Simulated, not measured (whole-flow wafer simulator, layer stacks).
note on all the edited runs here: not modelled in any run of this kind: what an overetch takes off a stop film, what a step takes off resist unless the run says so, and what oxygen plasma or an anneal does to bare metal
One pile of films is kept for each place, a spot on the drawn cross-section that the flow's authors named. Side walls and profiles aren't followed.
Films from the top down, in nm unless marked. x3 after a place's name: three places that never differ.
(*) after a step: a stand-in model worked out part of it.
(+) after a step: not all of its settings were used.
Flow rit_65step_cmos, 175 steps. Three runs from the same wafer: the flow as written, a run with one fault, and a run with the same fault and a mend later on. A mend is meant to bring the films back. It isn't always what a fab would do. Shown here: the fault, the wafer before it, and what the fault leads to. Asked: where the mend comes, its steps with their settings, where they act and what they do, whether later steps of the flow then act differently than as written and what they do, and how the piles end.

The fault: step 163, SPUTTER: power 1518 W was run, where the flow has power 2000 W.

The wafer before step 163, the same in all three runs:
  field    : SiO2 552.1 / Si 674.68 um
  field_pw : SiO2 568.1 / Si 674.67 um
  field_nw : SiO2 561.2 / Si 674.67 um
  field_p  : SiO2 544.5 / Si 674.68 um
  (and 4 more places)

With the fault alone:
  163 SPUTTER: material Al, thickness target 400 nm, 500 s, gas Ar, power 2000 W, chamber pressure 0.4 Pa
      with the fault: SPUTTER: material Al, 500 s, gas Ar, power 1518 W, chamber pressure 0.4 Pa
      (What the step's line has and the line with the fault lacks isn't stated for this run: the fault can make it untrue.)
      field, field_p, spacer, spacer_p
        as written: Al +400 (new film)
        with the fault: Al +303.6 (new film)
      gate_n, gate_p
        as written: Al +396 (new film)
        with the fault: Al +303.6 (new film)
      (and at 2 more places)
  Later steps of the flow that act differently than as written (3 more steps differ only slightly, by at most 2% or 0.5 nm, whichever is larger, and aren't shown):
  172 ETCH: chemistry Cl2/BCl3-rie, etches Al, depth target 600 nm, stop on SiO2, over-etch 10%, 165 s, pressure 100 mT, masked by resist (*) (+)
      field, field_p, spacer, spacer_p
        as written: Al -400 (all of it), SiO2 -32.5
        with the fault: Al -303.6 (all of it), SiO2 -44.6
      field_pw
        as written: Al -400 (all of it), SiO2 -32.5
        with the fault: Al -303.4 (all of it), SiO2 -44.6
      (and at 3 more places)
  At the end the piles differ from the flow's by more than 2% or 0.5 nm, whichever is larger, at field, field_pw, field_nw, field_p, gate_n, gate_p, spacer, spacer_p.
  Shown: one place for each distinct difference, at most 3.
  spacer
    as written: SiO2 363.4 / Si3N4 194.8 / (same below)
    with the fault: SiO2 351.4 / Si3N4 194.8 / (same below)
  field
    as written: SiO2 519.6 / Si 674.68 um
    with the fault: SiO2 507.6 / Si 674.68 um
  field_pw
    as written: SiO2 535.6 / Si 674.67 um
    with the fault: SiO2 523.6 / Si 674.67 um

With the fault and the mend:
  The mend comes after step 164.
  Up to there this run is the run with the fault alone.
  164a ETCH: chemistry al pan, depth target 350 nm
      field, field_p, gate_n, gate_p, spacer, spacer_p
        Al -303.6 (all of it)
      field_pw
        Al -303.4 (all of it)
      field_nw
        Al -303.3 (all of it)
  164b SPUTTER: material Al, thickness target 400 nm, 500 s, gas Ar, power 2000 W, chamber pressure 0.4 Pa (the flow's step 163 once more)
      field, field_pw, field_p, spacer, spacer_p
        Al +400 (new film)
      gate_n, gate_p
        Al +396 (new film)
      field_nw
        Al +397.2 (new film)
  No later step of the flow acts differently than as written at any place that is followed.
  At the end the piles are the same as the flow's at every place that both follow.
